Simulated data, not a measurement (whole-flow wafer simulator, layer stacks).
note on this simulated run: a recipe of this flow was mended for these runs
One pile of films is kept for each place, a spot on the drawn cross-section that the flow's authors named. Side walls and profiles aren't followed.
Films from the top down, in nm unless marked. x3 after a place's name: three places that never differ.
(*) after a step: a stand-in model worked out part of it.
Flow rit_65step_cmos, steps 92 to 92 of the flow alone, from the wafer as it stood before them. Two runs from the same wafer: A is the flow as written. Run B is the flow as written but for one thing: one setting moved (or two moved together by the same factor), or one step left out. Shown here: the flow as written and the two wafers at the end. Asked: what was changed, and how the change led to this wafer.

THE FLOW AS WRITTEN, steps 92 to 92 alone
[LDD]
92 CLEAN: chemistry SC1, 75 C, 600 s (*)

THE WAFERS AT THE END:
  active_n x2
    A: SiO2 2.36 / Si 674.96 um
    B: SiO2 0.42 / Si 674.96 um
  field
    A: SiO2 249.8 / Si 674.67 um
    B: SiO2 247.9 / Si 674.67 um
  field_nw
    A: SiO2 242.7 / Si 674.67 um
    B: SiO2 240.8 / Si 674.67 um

The cause: step 92, CLEAN: 87 C was run, where the flow has 75 C.

How the change led to this, step by step:
  92 CLEAN: chemistry SC1, 75 C, 600 s (*)
      field, field_pw, field_nw, field_p, active_n x2, spacer x6: A SiO2 -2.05 | B SiO2 -3.98
      gate_n x2: A chemical SiO2 -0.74, poly-Si -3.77 | B chemical SiO2 -0.74, poly-Si -7.78
